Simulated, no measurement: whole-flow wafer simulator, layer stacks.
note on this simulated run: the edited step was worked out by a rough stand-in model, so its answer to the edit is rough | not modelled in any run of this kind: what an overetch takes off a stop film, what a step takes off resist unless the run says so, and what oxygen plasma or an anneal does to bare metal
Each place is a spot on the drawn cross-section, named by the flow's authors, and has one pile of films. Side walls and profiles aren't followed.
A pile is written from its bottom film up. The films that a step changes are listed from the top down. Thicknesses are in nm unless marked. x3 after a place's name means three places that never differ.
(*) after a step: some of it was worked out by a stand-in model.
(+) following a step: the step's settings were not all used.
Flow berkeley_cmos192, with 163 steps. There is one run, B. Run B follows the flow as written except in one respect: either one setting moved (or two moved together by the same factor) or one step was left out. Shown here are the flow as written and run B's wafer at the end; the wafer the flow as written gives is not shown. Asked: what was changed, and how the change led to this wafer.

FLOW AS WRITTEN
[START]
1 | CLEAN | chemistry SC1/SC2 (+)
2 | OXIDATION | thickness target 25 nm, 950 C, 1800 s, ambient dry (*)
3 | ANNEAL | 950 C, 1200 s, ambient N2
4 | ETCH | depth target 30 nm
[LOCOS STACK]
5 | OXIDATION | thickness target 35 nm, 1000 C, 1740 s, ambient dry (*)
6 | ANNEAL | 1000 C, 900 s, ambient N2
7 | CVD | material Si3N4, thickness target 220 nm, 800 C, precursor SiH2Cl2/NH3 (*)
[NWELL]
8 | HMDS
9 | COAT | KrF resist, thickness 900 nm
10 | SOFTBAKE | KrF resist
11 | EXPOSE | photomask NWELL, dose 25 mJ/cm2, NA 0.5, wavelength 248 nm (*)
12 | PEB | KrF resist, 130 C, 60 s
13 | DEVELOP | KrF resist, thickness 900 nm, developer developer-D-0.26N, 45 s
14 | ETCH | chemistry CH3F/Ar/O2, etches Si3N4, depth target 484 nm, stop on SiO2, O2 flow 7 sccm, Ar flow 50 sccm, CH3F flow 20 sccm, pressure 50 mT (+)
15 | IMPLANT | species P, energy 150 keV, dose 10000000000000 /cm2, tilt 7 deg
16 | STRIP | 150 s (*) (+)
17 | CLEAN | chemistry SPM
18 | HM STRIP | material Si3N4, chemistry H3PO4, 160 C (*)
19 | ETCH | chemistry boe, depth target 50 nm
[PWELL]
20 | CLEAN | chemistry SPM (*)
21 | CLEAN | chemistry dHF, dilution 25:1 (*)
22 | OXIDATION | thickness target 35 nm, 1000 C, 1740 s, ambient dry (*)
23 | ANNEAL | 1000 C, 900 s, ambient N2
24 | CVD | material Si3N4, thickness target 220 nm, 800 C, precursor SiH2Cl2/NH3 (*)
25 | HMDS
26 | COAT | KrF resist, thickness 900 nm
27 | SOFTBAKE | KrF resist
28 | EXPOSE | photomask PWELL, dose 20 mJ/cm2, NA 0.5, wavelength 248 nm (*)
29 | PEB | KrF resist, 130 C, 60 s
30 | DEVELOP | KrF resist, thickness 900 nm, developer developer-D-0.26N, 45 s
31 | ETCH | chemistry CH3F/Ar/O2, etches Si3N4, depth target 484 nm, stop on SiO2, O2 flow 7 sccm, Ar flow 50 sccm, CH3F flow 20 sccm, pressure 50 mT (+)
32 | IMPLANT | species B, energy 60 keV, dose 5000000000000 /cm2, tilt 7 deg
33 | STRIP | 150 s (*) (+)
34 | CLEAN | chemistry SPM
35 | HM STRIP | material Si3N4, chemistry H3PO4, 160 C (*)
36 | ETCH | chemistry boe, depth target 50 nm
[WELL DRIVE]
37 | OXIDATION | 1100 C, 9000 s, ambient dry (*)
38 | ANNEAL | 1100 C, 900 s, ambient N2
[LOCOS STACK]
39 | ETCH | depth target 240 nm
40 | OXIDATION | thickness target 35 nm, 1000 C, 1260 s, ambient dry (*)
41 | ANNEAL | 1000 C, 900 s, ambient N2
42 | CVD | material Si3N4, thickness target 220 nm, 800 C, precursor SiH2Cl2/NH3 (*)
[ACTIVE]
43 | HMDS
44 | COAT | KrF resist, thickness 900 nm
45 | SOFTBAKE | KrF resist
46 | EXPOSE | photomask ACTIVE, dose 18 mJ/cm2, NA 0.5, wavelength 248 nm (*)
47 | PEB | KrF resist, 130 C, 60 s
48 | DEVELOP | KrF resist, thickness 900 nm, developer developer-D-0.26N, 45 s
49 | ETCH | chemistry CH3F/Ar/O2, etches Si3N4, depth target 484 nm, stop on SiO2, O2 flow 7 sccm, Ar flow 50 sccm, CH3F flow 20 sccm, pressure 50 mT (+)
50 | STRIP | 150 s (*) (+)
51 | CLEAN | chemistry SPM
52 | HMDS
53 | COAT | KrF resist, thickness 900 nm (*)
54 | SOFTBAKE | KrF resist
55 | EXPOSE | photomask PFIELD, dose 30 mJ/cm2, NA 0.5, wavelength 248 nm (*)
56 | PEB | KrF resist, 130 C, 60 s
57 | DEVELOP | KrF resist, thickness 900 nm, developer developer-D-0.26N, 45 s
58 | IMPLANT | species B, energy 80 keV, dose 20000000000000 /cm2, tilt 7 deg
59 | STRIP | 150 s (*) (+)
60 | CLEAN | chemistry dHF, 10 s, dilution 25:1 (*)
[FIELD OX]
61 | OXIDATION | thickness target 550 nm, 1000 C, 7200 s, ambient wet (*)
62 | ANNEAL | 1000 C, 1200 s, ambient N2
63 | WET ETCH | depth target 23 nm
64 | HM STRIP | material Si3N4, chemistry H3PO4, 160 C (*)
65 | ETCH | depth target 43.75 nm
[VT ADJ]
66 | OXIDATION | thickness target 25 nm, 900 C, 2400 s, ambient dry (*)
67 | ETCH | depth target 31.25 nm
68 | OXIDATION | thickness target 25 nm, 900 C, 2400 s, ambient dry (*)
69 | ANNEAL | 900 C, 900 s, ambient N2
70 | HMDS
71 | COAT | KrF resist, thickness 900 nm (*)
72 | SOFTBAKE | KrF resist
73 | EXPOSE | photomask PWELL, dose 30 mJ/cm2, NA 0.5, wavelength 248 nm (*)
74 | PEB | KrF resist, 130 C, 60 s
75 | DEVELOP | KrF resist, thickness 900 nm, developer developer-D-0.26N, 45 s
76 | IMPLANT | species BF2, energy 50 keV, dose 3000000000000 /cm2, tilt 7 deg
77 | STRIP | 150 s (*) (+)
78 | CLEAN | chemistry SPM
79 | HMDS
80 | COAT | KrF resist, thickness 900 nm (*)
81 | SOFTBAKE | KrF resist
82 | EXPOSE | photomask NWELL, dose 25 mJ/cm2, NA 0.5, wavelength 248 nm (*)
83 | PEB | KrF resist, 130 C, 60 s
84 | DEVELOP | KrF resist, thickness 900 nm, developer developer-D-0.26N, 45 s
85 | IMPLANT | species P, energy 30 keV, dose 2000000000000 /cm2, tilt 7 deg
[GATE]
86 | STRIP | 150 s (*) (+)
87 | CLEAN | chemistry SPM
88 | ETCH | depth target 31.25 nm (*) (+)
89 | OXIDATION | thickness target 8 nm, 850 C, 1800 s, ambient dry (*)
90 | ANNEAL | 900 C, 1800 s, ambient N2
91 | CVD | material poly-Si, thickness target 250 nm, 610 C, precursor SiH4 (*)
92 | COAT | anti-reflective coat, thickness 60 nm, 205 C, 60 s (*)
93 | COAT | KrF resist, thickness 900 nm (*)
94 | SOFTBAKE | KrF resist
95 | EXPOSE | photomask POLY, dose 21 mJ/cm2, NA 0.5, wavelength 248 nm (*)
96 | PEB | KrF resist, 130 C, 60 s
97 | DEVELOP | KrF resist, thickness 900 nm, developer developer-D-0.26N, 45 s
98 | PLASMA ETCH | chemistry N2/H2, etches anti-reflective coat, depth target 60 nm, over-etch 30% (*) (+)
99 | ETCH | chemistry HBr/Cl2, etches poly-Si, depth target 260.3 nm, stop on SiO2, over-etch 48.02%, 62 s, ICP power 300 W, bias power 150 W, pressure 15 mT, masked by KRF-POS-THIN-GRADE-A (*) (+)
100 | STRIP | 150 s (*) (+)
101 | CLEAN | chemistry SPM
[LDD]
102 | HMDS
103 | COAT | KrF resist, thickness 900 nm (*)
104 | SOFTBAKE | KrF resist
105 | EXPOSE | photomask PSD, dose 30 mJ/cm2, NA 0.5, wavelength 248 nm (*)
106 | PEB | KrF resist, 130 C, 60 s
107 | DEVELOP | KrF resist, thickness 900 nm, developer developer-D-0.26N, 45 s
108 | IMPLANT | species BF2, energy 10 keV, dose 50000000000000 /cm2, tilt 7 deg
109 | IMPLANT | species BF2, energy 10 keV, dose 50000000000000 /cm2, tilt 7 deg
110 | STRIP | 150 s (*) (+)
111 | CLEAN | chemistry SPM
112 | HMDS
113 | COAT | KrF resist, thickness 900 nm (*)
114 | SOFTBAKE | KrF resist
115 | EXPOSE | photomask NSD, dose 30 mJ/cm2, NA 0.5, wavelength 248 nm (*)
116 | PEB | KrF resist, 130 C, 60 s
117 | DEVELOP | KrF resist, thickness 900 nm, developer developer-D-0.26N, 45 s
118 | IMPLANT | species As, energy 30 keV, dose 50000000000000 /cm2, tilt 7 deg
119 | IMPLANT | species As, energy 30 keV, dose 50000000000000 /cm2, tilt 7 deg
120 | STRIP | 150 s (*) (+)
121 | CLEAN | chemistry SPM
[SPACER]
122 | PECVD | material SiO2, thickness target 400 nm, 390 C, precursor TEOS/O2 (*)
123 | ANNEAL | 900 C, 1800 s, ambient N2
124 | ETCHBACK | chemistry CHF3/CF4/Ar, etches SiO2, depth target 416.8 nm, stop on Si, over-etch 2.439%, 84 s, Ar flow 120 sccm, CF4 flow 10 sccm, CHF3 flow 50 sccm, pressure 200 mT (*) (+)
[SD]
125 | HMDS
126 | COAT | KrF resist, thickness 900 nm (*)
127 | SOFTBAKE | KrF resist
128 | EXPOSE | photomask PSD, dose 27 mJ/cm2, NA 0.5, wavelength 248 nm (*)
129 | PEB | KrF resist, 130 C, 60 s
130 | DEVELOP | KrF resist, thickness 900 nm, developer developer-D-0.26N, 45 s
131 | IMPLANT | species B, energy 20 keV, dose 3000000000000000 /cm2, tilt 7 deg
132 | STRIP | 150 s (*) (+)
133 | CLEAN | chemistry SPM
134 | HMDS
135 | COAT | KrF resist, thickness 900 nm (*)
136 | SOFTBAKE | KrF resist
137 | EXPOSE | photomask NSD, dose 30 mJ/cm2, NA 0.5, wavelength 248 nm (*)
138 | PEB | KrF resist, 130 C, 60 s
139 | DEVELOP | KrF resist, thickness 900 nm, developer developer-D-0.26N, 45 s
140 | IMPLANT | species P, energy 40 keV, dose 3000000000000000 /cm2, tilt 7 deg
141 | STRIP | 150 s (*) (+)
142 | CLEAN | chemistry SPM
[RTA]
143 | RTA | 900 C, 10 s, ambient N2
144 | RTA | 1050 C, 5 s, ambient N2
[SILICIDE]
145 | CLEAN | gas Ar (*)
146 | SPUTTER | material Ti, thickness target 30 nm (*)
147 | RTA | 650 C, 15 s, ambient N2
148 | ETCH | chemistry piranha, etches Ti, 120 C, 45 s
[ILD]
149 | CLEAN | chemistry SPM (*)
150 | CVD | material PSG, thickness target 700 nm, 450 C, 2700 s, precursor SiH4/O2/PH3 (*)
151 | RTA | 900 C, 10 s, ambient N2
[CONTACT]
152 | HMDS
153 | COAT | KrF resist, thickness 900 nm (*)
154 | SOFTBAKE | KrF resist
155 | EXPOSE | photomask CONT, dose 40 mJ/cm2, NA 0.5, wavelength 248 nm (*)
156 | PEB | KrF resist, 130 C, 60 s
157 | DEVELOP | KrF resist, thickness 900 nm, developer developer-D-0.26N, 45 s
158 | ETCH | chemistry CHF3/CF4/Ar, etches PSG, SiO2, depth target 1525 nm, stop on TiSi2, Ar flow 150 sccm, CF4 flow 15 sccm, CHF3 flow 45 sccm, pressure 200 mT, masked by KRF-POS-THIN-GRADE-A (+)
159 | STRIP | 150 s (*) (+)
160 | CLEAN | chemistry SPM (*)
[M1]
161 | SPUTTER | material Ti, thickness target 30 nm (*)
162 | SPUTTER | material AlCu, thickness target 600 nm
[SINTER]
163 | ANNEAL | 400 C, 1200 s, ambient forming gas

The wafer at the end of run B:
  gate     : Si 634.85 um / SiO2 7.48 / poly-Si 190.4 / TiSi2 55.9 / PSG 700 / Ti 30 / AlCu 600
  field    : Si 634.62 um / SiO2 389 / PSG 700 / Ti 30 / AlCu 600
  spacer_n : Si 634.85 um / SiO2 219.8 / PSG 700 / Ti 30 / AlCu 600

What caused this: step 124, ETCHBACK: over-etch 3.902% was run, while the flow as written has over-etch 2.439%.

How this came from the change, step by step:
  124 | ETCHBACK | chemistry CHF3/CF4/Ar, etches SiO2, depth target 416.8 nm, stop on Si, over-etch 2.439%, 84 s, Ar flow 120 sccm, CF4 flow 10 sccm, CHF3 flow 50 sccm, pressure 200 mT (*) (+)
      gate, gate_p: -400 SiO2 (all of it), -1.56 chemical SiO2 (all of it), -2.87 poly-Si (as written it would have been: -400 SiO2 (all of it), -1.56 chemical SiO2 (all of it), -2.31 poly-Si)
      spacer_n: -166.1 SiO2 (as written it would have been: -160 SiO2)
      (also at 1 further place)
